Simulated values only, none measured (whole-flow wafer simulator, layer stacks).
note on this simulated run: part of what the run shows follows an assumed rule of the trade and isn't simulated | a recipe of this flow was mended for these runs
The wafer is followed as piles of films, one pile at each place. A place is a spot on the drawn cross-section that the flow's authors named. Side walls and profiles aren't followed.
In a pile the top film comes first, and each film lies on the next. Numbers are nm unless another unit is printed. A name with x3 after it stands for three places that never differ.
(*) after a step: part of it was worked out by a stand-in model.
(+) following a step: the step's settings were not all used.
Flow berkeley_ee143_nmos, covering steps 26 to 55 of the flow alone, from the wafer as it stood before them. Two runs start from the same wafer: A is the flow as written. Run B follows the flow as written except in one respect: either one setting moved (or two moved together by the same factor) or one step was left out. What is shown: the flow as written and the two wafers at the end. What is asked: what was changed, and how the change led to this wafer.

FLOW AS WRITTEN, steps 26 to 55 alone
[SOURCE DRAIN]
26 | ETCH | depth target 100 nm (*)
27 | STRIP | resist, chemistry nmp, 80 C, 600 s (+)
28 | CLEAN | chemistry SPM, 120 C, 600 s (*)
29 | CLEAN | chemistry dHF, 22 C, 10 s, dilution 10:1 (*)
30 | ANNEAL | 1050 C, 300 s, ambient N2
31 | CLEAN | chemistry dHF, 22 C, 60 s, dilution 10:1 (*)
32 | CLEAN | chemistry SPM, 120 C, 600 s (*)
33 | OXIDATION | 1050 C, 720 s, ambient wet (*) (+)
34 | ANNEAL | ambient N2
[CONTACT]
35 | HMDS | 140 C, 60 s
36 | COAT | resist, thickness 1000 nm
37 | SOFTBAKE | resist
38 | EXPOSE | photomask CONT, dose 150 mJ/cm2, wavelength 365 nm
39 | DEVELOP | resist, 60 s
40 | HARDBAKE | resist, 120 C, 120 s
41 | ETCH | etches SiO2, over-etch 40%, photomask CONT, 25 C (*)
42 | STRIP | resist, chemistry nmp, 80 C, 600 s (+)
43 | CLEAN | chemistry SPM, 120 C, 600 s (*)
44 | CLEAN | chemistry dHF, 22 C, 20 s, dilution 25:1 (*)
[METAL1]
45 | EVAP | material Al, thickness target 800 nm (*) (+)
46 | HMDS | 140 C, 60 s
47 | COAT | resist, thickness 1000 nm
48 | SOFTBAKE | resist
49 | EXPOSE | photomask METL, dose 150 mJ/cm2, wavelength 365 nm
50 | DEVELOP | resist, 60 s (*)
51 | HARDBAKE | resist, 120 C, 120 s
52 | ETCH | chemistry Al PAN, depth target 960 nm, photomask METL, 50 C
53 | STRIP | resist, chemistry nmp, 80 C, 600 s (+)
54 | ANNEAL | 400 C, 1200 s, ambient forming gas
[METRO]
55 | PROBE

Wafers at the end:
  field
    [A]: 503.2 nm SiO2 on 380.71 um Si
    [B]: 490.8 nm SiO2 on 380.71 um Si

The reason: step 26, ETCH: depth target 114 nm was run, though the flow has depth target 100 nm.

The path from the change to this, step by step:
  26 | ETCH | depth target 100 nm (*)
      field: A SiO2 loses 100 | B SiO2 loses 114
  33 | OXIDATION | 1050 C, 720 s, ambient wet (*) (+)
      field: A SiO2 gains 73.9, Si loses 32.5 | B SiO2 gains 75.5, Si loses 33.2
